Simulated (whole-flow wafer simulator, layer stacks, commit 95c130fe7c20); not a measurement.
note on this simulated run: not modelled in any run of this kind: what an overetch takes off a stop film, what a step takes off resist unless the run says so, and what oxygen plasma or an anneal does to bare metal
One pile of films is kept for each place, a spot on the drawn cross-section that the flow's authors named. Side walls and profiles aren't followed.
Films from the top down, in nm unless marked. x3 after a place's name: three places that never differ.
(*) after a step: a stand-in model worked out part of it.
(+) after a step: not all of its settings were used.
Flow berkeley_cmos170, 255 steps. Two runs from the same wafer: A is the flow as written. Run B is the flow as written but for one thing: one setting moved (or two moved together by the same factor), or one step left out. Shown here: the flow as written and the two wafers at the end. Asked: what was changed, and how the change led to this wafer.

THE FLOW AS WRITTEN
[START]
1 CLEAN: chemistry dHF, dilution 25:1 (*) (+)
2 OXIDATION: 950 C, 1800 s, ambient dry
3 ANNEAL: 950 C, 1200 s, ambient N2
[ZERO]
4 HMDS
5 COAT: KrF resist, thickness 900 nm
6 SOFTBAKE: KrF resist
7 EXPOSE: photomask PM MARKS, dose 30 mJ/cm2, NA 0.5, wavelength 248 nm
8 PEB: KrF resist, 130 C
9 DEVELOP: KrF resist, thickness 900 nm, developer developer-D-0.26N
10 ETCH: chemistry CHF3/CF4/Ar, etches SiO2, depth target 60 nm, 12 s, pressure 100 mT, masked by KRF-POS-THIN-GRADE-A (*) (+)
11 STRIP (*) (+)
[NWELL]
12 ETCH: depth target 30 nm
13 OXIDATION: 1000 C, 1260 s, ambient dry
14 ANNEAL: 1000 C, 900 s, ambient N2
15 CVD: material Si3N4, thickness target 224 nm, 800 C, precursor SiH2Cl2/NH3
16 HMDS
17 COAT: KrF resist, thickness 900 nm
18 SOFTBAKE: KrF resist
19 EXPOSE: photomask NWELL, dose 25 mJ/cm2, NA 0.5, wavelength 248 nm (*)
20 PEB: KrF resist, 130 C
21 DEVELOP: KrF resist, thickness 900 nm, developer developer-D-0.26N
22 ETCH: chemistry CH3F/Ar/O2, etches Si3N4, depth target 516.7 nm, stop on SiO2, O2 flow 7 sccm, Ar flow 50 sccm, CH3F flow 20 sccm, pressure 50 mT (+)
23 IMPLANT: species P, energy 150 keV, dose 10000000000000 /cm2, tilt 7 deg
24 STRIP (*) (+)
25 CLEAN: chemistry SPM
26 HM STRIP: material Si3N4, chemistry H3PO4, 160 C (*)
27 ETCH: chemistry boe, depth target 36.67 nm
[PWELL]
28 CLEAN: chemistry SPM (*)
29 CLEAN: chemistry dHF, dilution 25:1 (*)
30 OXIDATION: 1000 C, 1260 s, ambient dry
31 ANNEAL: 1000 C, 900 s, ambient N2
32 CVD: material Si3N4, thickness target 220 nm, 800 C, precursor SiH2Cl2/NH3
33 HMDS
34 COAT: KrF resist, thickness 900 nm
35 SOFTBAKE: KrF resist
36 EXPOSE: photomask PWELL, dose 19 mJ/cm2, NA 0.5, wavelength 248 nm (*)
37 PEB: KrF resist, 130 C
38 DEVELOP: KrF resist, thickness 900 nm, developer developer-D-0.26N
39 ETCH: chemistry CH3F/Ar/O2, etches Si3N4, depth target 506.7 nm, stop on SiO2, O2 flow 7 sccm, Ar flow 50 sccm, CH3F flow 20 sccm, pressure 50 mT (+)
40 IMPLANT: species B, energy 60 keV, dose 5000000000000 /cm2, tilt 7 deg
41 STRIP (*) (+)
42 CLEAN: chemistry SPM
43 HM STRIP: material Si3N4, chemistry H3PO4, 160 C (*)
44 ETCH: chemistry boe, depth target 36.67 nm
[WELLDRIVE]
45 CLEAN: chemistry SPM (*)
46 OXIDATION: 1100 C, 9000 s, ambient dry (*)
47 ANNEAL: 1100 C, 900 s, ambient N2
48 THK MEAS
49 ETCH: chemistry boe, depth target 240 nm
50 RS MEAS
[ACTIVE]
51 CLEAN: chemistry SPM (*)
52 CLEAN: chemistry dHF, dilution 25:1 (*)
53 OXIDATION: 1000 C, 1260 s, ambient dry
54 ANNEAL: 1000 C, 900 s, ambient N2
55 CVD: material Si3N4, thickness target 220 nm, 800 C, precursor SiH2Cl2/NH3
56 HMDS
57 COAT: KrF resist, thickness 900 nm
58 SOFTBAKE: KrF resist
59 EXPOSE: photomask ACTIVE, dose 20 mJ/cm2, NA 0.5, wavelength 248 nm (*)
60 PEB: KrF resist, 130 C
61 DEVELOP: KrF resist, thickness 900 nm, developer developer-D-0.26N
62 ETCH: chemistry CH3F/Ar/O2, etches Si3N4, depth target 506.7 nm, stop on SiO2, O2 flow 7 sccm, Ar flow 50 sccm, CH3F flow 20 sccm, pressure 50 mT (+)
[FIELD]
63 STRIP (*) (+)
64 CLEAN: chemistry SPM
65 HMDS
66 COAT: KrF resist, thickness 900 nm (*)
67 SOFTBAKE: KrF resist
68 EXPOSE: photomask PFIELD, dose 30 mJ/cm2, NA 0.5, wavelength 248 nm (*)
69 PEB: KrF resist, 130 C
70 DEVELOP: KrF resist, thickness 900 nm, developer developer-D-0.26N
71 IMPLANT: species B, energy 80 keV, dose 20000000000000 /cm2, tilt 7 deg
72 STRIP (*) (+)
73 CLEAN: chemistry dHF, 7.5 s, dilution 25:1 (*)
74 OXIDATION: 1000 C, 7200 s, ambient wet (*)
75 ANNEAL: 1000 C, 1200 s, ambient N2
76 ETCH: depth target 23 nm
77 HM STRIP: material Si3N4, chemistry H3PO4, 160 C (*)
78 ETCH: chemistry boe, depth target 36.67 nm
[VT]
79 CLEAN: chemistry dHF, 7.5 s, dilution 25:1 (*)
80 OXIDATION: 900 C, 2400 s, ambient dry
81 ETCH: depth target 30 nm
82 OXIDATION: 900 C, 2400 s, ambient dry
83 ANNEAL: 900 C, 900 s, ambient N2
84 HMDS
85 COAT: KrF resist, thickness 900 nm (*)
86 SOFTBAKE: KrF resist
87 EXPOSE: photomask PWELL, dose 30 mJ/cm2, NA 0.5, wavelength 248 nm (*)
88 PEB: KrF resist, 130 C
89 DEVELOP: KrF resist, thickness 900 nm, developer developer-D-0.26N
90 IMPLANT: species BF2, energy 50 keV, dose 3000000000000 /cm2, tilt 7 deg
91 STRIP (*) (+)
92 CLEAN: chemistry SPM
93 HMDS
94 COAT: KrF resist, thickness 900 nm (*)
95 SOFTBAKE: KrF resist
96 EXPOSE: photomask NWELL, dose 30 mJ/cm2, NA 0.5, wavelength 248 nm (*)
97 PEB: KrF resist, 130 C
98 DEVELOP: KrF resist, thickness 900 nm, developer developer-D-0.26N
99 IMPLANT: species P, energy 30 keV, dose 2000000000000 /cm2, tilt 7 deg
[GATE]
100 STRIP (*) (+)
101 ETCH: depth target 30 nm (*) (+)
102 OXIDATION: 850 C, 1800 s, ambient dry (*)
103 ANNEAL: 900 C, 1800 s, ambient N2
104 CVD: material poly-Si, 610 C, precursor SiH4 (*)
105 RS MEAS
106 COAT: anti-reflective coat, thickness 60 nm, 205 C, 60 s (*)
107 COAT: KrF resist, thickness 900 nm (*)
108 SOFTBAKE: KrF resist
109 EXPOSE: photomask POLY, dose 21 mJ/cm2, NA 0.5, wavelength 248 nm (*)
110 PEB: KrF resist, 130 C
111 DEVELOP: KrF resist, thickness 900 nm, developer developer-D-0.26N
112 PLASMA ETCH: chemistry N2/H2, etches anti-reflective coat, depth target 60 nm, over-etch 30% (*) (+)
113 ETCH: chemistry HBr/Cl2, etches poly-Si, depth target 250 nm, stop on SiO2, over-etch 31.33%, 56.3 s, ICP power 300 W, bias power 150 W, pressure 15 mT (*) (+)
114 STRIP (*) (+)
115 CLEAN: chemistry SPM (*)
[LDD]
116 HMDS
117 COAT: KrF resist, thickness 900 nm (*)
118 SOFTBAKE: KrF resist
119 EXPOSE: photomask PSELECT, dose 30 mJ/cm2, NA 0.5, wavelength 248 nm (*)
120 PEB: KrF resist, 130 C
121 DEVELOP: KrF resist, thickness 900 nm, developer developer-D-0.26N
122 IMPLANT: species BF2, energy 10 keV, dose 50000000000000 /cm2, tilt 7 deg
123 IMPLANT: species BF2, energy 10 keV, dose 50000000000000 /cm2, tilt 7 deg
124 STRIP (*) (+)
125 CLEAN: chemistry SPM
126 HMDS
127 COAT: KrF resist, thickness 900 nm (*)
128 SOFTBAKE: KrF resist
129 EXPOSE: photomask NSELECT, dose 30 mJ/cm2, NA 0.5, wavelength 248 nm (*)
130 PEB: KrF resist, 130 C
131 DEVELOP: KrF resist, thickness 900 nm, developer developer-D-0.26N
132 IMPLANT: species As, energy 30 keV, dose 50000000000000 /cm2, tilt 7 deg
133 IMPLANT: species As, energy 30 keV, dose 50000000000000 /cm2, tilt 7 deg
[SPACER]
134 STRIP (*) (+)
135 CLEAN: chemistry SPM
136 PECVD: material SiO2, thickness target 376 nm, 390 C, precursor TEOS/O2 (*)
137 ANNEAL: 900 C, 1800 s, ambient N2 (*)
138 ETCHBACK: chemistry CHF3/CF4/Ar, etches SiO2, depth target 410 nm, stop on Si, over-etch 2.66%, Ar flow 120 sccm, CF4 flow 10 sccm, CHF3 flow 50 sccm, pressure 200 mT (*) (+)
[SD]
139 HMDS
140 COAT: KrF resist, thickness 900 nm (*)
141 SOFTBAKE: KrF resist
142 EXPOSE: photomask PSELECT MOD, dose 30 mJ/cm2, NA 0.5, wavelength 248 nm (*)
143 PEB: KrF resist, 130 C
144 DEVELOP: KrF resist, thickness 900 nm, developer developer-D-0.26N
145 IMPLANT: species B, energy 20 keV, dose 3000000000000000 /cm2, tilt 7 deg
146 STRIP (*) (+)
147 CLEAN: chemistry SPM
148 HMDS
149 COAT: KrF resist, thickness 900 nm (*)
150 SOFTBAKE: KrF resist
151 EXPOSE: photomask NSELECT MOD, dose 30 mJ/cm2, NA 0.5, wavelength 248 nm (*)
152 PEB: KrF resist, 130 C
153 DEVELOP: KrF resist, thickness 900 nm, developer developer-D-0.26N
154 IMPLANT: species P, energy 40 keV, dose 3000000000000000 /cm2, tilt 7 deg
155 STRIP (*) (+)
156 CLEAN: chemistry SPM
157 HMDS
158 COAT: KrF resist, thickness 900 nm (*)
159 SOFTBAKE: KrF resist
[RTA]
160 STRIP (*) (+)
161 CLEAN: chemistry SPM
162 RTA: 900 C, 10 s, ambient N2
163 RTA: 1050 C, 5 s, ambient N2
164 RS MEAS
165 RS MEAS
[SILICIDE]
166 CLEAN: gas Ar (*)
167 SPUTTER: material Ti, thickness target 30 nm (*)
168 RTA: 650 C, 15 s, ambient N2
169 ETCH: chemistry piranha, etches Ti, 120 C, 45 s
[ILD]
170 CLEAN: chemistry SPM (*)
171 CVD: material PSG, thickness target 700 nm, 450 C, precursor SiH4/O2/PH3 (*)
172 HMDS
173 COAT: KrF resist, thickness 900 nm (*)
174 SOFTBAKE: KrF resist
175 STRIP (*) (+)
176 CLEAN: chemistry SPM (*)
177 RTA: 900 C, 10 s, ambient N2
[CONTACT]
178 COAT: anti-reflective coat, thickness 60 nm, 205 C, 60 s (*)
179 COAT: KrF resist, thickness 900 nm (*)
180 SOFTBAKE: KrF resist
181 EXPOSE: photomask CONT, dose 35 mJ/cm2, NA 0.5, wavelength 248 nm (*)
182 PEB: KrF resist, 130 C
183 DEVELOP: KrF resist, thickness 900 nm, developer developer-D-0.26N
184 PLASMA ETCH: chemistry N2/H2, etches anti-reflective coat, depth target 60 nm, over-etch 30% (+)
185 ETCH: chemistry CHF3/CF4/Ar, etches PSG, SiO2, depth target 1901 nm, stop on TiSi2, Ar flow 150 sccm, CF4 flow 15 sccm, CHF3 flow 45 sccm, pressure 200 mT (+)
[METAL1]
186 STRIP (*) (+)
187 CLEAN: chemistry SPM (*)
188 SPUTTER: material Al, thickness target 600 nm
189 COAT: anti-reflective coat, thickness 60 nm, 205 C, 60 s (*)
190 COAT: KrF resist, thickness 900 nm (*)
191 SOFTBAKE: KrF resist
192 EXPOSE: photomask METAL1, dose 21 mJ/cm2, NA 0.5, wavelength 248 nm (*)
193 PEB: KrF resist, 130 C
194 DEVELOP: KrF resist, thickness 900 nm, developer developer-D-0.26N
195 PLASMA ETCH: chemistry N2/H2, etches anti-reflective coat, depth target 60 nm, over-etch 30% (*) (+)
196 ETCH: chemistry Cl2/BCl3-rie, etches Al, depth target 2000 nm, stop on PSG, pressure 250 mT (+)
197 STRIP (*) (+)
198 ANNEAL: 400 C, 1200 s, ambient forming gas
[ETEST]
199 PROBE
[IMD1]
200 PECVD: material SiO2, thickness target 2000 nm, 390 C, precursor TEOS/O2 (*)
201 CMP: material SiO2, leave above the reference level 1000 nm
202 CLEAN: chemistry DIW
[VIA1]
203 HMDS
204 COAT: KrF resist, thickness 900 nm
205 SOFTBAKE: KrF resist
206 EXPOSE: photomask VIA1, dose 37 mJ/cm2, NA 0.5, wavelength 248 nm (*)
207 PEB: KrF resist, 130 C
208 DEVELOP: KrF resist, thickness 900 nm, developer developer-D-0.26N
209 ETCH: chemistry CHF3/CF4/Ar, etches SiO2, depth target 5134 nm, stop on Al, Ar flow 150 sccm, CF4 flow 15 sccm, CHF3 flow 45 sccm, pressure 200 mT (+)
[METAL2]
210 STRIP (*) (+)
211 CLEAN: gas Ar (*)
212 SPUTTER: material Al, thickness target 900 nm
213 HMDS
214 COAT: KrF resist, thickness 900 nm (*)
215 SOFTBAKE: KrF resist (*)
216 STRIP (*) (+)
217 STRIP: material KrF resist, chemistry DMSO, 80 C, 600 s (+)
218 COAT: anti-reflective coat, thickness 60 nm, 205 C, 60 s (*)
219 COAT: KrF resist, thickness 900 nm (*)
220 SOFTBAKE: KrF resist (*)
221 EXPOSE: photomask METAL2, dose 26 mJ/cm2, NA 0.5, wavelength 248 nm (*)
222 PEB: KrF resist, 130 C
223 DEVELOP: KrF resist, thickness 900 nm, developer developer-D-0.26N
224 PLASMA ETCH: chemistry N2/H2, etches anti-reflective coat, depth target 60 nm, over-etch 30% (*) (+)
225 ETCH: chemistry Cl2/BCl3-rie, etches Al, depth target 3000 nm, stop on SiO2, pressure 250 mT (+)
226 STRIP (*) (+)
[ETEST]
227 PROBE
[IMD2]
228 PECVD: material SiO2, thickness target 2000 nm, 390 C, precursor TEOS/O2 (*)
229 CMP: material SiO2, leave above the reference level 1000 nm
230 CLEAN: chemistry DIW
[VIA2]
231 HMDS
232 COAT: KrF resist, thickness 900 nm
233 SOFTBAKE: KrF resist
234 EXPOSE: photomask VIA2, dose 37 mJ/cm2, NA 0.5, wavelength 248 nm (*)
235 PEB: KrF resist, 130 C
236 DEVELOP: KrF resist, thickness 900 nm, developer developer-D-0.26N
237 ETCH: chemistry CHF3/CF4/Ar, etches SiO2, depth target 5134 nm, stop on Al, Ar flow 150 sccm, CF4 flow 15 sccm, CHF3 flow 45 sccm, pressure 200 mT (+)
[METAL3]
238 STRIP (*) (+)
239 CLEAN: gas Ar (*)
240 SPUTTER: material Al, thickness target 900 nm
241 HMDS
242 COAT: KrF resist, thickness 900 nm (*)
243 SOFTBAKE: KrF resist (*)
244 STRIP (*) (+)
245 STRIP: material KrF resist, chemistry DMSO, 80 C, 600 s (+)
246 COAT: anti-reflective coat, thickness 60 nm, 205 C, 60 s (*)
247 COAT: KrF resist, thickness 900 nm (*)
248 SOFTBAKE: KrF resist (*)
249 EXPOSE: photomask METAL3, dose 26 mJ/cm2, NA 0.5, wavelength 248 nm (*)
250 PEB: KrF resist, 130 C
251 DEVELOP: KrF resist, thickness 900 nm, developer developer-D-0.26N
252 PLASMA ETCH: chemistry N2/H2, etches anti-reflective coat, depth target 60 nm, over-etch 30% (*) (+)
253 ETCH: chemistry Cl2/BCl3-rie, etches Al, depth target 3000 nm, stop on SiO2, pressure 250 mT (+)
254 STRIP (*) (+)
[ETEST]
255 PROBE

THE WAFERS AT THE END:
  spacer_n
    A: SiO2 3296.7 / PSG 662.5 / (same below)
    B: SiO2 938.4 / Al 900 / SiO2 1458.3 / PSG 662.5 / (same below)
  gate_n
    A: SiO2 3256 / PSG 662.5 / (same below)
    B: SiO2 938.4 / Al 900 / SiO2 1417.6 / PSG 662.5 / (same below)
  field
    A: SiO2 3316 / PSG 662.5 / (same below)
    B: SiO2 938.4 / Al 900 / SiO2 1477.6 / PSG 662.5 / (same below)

The cause: step 225, ETCH: chemistry Cl2/BCl3-rie, etches Al, depth target 3000 nm, stop on SiO2, pressure 250 mT (+), was left out.

How the change led to this, step by step:
  226 STRIP (*) (+)
      contact: A KrF resist -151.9 (all of it), anti-reflective coat -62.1 (all of it) | B KrF resist -826.9 (all of it), anti-reflective coat -62.1 (all of it)
      m1: A KrF resist -162.4 (all of it), anti-reflective coat -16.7 (all of it) | B KrF resist -837.4 (all of it), anti-reflective coat -16.7 (all of it)
      (and at 3 more places)
  228 PECVD: material SiO2, thickness target 2000 nm, 390 C, precursor TEOS/O2 (*)
      field, sd_n, spacer_n, gate_n, sd_p, spacer_p, gate_p: A SiO2 +2000 | B SiO2 +2000 (new film)
  229 CMP: material SiO2, leave above the reference level 1000 nm
      field, sd_n, spacer_n, gate_n, sd_p, spacer_p, gate_p: A SiO2 -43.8 | B SiO2 -1000
Counting metal films that touch as one body, spacer_n has 1 body; the flow as written gives 0 bodies.
Counting metal films that touch as one body, gate_n has 1 body; the flow as written gives 0 bodies.
Counting metal films that touch as one body, field has 1 body; the flow as written gives 0 bodies.
